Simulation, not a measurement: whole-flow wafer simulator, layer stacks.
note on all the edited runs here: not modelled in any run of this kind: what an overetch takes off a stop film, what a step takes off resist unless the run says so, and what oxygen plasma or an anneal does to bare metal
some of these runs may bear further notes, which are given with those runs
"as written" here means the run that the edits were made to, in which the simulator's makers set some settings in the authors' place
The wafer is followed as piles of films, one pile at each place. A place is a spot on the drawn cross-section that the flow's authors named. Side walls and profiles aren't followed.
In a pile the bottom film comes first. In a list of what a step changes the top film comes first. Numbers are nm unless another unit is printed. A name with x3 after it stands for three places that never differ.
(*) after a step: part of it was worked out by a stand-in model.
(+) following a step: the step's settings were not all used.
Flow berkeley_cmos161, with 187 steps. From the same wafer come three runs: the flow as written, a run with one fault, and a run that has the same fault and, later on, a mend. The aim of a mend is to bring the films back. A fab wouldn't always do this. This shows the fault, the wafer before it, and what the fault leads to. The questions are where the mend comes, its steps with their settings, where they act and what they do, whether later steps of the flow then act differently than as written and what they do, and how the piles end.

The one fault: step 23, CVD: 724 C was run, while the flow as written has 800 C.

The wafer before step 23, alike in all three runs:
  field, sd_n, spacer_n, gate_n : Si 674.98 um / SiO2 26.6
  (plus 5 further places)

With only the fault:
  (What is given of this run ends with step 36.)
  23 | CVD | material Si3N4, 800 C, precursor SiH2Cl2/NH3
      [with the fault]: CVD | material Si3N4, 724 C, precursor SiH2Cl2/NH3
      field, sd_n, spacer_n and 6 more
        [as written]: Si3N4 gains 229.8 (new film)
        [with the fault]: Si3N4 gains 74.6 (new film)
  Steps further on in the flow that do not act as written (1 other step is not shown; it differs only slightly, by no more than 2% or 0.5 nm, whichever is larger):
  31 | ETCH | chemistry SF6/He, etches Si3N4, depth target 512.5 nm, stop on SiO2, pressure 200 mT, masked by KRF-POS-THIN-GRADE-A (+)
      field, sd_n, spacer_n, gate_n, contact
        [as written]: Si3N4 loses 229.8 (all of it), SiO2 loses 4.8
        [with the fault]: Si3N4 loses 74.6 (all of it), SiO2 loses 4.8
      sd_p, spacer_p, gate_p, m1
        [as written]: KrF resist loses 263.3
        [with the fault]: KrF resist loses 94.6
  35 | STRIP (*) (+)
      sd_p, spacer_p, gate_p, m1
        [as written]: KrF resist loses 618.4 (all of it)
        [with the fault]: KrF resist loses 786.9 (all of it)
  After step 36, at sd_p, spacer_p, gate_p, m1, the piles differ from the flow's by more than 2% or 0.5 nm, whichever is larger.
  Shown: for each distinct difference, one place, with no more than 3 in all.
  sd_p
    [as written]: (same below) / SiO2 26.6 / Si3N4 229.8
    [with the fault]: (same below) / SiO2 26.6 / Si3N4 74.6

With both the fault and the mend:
  After step 23 comes the mend.
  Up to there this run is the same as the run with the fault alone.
  23a | CVD | material Si3N4, 800 C, precursor SiH2Cl2/NH3 (the flow's step 23, run once more with other settings, which are not printed)
      field, sd_n, spacer_n and 6 more
        Si3N4 gains 155.2
  Every later step of the flow that is run acts as written at every place that is followed.
  At every place that both follow, the piles at the end match the flow's.
